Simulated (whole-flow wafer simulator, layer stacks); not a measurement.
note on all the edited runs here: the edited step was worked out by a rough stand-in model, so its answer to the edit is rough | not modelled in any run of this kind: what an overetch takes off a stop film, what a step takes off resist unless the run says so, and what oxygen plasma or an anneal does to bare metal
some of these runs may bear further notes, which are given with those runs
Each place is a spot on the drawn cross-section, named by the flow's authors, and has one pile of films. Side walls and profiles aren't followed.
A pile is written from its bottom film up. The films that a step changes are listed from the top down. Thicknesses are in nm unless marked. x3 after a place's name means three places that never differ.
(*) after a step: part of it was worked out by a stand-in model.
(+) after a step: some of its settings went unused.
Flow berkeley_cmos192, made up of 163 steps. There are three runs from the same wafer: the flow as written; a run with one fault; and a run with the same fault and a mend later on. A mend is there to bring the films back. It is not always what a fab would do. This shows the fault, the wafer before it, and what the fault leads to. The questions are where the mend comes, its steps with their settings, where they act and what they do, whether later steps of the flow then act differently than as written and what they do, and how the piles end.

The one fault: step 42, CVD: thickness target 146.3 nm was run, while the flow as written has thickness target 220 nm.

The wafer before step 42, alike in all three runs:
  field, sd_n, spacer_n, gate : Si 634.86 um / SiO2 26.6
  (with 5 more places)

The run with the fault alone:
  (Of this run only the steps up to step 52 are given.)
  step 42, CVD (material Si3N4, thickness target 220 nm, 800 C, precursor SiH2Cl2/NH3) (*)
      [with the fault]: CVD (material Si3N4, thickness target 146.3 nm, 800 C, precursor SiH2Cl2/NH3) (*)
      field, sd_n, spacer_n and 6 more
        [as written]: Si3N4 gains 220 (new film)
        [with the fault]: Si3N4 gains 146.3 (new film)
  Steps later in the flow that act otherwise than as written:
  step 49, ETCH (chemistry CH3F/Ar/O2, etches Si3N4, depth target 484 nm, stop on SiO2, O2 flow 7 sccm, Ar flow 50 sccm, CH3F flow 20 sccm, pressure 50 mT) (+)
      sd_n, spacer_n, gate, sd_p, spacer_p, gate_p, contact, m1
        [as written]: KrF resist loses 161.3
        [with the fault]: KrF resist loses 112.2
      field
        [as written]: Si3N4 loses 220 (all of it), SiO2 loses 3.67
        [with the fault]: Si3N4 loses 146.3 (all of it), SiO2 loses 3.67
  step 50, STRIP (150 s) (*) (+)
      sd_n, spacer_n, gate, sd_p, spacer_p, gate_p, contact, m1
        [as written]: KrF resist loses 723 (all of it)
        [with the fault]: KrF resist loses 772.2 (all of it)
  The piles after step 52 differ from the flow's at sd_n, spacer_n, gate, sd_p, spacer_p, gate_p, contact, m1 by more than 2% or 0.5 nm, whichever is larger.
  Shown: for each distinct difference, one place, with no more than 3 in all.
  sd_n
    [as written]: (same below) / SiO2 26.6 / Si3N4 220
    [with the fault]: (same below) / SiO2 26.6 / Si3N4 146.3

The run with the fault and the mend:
  The mend stands after step 42.
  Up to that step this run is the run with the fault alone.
  step 42a, ETCH (chemistry h3po4, depth target 168.2 nm)
      field, sd_n, spacer_n and 6 more
        Si3N4 loses 146.3 (all of it)
  step 42b, CLEAN (chemistry SPM) (the flow's step 34, run once more)
      does not change any film at any place that is followed
  step 42c, CVD (material Si3N4, thickness target 220 nm, 800 C, precursor SiH2Cl2/NH3) (*) (the flow's step 42, run once more)
      field, sd_n, spacer_n and 6 more
        Si3N4 gains 220 (new film)
  Every later step of the flow that is run acts as written at every place that is followed.
  At every place that both follow, the piles at the end match the flow's.
